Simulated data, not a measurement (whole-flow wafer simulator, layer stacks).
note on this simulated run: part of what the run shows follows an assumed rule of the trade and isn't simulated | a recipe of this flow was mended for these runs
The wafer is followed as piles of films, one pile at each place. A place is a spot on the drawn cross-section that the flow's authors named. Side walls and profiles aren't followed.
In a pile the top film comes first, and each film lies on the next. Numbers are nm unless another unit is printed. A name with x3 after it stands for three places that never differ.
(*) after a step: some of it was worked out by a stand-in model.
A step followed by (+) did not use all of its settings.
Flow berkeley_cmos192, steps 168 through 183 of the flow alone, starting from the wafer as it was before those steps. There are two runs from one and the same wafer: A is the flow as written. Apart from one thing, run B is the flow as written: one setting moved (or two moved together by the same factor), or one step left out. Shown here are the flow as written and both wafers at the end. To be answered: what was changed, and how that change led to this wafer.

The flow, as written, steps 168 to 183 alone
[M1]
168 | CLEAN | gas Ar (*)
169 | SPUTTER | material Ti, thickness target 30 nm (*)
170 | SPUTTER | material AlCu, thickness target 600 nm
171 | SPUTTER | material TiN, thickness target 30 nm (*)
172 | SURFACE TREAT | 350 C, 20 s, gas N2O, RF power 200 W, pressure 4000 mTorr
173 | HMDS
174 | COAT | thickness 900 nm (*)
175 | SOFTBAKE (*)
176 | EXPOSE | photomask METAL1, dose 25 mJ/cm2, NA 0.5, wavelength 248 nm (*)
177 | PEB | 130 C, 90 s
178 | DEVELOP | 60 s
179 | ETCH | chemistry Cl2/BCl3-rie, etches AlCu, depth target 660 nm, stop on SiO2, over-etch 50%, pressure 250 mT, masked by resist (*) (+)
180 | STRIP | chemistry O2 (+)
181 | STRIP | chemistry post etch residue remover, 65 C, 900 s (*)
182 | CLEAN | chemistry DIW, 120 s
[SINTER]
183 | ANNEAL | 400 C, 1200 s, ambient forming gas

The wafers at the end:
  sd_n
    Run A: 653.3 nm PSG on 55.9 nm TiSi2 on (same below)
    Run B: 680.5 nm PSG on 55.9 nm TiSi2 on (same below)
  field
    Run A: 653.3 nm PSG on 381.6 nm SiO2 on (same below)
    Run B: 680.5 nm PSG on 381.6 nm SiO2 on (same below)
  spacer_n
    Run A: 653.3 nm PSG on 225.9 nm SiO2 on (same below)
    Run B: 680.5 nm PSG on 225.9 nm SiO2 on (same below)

The reason: step 179, ETCH: depth target 515 nm was run, while the flow as written has depth target 660 nm.

How this came from the change, step by step:
  179 | ETCH | chemistry Cl2/BCl3-rie, etches AlCu, depth target 660 nm, stop on SiO2, over-etch 50%, pressure 250 mT, masked by resist (*) (+)
      field, sd_n, spacer_n, gate, spacer_p, gate_p: A -30 TiN (all of it), -600 AlCu (all of it), -30 Ti (all of it), -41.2 PSG | B -30 TiN (all of it), -600 AlCu (all of it), -30 Ti (all of it), -14.1 PSG
      contact, m1: A -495 KrF-resist | B -452.1 KrF-resist
      (as well as at 1 more place)
  180 | STRIP | chemistry O2 (+)
      contact: A -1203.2 KrF-resist (all of it) | B -1246.1 KrF-resist (all of it)
      m1: A -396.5 KrF-resist (all of it) | B -439.4 KrF-resist (all of it)
